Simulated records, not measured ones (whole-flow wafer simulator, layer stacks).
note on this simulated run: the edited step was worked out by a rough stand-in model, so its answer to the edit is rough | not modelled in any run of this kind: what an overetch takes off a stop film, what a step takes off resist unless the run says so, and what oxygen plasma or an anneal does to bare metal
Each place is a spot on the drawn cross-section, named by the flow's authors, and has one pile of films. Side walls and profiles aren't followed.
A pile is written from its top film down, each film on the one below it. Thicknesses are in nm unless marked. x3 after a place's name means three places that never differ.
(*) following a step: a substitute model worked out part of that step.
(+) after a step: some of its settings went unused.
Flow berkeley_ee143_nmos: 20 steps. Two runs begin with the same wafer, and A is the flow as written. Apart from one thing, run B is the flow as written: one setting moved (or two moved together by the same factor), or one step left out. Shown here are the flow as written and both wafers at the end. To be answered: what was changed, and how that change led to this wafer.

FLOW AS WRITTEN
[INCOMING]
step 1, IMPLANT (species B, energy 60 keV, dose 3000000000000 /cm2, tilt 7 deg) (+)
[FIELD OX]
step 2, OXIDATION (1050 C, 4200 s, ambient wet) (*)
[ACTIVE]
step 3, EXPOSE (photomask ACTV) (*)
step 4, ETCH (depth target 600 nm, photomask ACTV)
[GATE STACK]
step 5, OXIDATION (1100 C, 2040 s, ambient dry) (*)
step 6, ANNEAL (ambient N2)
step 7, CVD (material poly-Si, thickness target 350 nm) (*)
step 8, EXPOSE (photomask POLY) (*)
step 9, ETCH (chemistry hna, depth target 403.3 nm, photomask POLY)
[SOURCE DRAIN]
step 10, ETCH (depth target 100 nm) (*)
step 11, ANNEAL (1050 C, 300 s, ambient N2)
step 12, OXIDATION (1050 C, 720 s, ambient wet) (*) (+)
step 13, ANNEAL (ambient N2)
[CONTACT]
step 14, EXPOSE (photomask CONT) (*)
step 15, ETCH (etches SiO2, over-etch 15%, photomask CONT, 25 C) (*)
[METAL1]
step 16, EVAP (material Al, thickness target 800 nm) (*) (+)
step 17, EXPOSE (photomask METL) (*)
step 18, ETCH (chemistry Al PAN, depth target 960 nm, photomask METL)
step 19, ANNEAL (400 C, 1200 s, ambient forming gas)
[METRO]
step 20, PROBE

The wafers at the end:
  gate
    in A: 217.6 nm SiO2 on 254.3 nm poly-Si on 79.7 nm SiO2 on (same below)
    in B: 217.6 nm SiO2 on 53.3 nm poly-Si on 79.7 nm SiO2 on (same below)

What caused this: step 7, CVD: thickness target 149 nm was run, whereas the flow has thickness target 350 nm.

How this came from the change, step by step:
  step 7, CVD (material poly-Si, thickness target 350 nm) (*)
      gate, sd, contact, field: A poly-Si gains 350 (new film) | B poly-Si gains 149 (new film)
  step 9, ETCH (chemistry hna, depth target 403.3 nm, photomask POLY)
      sd, contact, field: A poly-Si loses 350 (all of it) | B poly-Si loses 149 (all of it)
